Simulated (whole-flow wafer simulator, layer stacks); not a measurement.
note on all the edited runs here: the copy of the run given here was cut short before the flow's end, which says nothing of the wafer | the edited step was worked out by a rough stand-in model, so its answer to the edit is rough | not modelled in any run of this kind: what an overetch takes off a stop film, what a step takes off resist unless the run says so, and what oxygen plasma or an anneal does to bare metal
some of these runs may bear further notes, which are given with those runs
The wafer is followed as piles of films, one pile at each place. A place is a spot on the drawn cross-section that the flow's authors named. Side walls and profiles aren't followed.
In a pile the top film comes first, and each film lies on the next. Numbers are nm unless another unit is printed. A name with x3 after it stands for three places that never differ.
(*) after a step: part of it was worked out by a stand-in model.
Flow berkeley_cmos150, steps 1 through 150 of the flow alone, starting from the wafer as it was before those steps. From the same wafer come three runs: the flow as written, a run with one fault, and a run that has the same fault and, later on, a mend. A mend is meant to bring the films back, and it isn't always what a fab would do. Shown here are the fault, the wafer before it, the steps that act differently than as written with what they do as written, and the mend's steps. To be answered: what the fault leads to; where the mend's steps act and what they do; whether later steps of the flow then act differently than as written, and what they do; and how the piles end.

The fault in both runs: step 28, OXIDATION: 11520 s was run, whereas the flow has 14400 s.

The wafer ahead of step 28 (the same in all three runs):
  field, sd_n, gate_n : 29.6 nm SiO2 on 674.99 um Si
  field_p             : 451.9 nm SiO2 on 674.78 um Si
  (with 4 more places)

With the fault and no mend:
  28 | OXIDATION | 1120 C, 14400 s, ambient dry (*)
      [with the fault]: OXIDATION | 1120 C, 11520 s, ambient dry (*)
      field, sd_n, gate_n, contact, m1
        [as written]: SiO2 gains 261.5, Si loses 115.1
        [with the fault]: SiO2 gains 226.9, Si loses 99.8
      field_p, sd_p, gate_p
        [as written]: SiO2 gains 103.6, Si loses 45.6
        [with the fault]: SiO2 gains 84.3, Si loses 37.1
  Steps later in the flow that act otherwise than as written (44 other steps are not shown; they differ only slightly, by no more than 2% or 0.5 nm, whichever is larger):
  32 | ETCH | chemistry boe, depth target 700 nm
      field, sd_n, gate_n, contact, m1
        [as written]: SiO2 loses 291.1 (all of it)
        [with the fault]: SiO2 loses 256.5 (all of it)
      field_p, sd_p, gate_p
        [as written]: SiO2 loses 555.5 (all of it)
        [with the fault]: SiO2 loses 536.2 (all of it)
  The piles end only slightly different from the flow's at the places that both follow, by no more than 2% or 0.5 nm, whichever is larger.

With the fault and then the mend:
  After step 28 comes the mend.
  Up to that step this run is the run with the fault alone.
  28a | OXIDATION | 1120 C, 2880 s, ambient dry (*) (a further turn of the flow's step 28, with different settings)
      field, sd_n, gate_n, contact, m1
        SiO2 gains 34.6, Si loses 15.2
      field_p, sd_p, gate_p
        SiO2 gains 19.3, Si loses 8.49
  Later steps of the flow that are run all act as written at every place that is followed.
  The piles end the same as the flow's at every place that both follow.
